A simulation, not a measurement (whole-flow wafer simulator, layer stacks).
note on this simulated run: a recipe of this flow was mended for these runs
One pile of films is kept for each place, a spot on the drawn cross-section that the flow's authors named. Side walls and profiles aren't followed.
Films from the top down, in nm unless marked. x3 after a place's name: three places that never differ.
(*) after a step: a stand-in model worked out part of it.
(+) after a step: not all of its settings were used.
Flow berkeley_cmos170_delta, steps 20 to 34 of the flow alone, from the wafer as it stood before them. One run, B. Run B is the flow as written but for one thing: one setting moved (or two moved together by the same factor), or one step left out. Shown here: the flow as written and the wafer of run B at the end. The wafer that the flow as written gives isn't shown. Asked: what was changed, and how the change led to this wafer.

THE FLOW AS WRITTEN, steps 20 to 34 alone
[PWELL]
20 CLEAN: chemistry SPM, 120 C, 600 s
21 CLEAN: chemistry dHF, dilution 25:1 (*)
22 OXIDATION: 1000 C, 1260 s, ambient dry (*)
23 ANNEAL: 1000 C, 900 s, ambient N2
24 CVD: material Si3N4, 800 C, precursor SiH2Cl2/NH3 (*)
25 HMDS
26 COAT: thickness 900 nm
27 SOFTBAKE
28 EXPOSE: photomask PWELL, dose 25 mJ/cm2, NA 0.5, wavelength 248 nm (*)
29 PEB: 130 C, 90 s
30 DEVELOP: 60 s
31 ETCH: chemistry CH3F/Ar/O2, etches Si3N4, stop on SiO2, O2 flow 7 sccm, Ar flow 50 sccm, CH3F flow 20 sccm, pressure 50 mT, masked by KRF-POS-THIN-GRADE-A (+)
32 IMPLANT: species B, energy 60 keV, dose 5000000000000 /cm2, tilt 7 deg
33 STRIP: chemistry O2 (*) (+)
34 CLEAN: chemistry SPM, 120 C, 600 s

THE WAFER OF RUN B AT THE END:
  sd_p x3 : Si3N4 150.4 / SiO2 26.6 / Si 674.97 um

The cause: step 24, CVD: 768 C was run, where the flow has 800 C.

How the change led to this, step by step:
  24 CVD: material Si3N4, 800 C, precursor SiH2Cl2/NH3 (*)
      field x6, sd_p x3: Si3N4 +150.4 (new film) (as written it would be: Si3N4 +243.8 (new film))
  31 ETCH: chemistry CH3F/Ar/O2, etches Si3N4, stop on SiO2, O2 flow 7 sccm, Ar flow 50 sccm, CH3F flow 20 sccm, pressure 50 mT, masked by KRF-POS-THIN-GRADE-A (+)
      field x6: Si3N4 -150.4 (all of it), SiO2 -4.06 (as written it would be: Si3N4 -243.8 (all of it), SiO2 -4.06)
      sd_p x3: KrF-resist -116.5 (as written it would be: KrF-resist -178.8)
  33 STRIP: chemistry O2 (*) (+)
      sd_p x3: KrF-resist -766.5 (all of it) (as written it would be: KrF-resist -704.3 (all of it))
